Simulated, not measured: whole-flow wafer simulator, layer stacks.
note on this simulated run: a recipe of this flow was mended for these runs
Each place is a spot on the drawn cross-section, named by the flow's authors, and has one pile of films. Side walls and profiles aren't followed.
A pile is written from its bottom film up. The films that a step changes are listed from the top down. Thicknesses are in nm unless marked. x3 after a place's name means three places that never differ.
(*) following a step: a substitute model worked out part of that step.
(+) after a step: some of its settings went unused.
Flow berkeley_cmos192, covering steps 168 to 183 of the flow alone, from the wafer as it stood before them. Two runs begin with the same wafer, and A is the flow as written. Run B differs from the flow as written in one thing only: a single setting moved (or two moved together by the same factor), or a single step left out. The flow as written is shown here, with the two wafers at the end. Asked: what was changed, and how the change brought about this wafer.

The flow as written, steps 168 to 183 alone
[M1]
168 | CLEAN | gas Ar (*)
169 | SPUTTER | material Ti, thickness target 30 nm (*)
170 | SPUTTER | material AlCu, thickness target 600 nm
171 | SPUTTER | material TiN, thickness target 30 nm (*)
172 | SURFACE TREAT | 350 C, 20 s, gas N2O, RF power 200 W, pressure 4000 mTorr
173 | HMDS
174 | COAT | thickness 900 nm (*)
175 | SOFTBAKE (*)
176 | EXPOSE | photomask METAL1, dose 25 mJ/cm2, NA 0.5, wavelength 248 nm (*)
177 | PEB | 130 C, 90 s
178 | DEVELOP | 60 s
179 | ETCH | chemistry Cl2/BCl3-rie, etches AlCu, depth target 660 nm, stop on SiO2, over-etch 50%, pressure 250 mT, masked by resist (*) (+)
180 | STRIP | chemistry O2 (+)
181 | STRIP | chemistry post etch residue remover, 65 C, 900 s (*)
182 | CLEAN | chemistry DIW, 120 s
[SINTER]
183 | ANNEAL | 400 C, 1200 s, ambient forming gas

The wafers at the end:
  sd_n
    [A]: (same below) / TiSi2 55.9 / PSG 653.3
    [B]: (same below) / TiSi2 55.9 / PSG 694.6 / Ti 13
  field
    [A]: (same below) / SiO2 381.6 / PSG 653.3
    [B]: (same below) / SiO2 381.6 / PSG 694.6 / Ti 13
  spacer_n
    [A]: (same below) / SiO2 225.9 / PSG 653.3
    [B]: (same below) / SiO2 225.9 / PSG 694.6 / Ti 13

Cause: step 170, SPUTTER: thickness target 943 nm was run, though the flow has thickness target 600 nm.

How this came from the change, step by step:
  170 | SPUTTER | material AlCu, thickness target 600 nm
      field, sd_n, spacer_n, gate, spacer_p, gate_p, m1: A AlCu gains 600 (new film) | B AlCu gains 943 (new film)
      sd_p: A AlCu gains 557.4 (new film) | B AlCu gains 893.6 (new film)
      (also at 1 further place)
  171 | SPUTTER | material TiN, thickness target 30 nm (*)
      contact: A TiN gains 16 (new film) | B TiN gains 12.5 (new film)
  174 | COAT | thickness 900 nm (*)
      contact: A KrF-resist gains 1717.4 (new film) | B KrF-resist gains 1851.5 (new film)
  179 | ETCH | chemistry Cl2/BCl3-rie, etches AlCu, depth target 660 nm, stop on SiO2, over-etch 50%, pressure 250 mT, masked by resist (*) (+)
      field, sd_n, spacer_n, gate, spacer_p, gate_p: A TiN loses 30 (all of it), AlCu loses 600 (all of it), Ti loses 30 (all of it), PSG loses 41.2 | B TiN loses 30 (all of it), AlCu loses 943 (all of it), Ti loses 17
      sd_p: A TiN loses 26.2 (all of it), AlCu loses 557.4 (all of it), Ti loses 26.8 (all of it), PSG loses 47.4 | B TiN loses 26.1 (all of it), AlCu loses 893.6 (all of it), Ti loses 26.8 (all of it), PSG loses 5.43
  180 | STRIP | chemistry O2 (+)
      contact: A KrF-resist loses 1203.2 (all of it) | B KrF-resist loses 1336.8 (all of it)
With metal films that touch counted as one body, sd_n has 1 body; the flow as written gives 0 bodies.
With metal films that touch counted as one body, field has 1 body; the flow as written gives 0 bodies.
With metal films that touch counted as one body, spacer_n has 1 body; the flow as written gives 0 bodies.
